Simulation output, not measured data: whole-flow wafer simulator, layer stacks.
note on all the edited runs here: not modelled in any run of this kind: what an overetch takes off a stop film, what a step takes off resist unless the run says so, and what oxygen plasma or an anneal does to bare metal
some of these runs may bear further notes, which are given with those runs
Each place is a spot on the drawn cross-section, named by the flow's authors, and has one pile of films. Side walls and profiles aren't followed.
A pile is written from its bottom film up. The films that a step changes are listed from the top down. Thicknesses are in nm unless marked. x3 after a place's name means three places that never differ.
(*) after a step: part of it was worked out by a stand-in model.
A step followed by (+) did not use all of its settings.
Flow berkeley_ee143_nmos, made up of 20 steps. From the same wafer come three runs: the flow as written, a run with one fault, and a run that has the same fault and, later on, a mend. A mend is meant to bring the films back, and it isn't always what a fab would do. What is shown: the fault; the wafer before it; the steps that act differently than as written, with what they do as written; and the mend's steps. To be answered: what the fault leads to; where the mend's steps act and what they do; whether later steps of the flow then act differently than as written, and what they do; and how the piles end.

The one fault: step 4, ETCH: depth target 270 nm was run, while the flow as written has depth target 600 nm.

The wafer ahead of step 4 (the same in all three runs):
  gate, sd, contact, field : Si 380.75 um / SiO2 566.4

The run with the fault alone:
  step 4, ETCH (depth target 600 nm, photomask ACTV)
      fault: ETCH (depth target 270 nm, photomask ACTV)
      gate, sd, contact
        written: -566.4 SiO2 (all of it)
        fault: -270 SiO2
  Steps later in the flow that act otherwise than as written:
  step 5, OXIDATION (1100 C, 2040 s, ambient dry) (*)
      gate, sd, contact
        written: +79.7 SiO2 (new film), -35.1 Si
        fault: +19.6 SiO2, -8.63 Si
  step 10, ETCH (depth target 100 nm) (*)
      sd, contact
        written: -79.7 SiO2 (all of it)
        fault: -100 SiO2
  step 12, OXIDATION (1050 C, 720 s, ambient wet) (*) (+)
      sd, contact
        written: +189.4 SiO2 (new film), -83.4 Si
        fault: +109.1 SiO2, -48 Si
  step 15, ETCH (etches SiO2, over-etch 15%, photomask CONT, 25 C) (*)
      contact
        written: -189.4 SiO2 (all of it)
        fault: -325.1 SiO2 (all of it)
  The piles end different from the flow's at gate, sd by more than 2% or 0.5 nm, whichever is larger.
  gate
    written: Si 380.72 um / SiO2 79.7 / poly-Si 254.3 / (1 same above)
    fault: Si 380.74 um / SiO2 316 / poly-Si 254.3 / (1 same above)
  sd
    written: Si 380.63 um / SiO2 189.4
    fault: Si 380.69 um / SiO2 325.1

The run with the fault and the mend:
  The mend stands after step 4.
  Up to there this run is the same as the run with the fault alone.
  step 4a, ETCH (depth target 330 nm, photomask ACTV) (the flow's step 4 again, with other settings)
      gate, sd, contact
        -296.4 SiO2 (all of it)
  None of the later steps of the flow acts differently than as written at any place that is followed.
  The piles end the same as the flow's at every place that both follow.
